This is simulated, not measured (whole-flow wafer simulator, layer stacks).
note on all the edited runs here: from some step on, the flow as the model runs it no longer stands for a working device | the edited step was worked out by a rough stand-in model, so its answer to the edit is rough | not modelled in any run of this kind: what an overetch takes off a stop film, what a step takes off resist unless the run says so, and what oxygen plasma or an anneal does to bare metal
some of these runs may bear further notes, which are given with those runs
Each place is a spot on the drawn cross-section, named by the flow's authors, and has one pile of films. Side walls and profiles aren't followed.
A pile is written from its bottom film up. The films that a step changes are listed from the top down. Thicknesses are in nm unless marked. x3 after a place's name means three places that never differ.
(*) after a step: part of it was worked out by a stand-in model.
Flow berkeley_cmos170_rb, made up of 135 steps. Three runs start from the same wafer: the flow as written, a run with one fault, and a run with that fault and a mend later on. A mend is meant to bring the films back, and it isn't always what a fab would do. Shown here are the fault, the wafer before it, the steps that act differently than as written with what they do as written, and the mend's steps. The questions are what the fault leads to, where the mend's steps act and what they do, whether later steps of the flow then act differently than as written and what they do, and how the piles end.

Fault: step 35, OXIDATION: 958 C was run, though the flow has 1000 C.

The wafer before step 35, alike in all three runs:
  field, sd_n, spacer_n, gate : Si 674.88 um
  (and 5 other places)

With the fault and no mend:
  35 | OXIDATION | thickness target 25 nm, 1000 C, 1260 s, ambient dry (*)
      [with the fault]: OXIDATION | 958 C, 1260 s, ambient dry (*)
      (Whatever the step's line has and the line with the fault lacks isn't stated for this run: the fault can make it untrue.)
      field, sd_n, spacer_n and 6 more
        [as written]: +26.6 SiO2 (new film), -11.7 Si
        [with the fault]: +18 SiO2 (new film), -7.92 Si
  Steps further on in the flow that do not act as written (31 more steps, not shown, differ only slightly: by at most 2% or 0.5 nm, whichever is larger):
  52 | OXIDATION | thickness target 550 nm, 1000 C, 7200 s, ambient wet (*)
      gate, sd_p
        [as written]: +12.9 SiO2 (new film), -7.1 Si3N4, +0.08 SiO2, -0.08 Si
        [with the fault]: +12.9 SiO2 (new film), -7.1 Si3N4
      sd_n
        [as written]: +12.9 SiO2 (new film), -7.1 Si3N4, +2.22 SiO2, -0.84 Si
        [with the fault]: +12.9 SiO2 (new film), -7.1 Si3N4, +0.26 SiO2, -0.14 Si
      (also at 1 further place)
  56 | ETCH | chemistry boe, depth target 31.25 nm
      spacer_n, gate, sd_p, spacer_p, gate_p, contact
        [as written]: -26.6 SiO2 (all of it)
        [with the fault]: -18 SiO2 (all of it)
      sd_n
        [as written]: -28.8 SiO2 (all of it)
        [with the fault]: -18.3 SiO2 (all of it)
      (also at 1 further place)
  The piles end only slightly different from the flow's at the places that both follow, by no more than 2% or 0.5 nm, whichever is larger.

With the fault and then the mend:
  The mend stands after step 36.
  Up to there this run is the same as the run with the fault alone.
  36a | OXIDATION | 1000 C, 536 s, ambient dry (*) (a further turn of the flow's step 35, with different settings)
      field, sd_n, spacer_n and 6 more
        +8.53 SiO2, -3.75 Si
  Later steps of the flow that are run all act as written at every place that is followed, up to a difference of at most 2% or 0.5 nm, whichever is larger.
  By the end, the piles equal the flow's at every place that both follow.
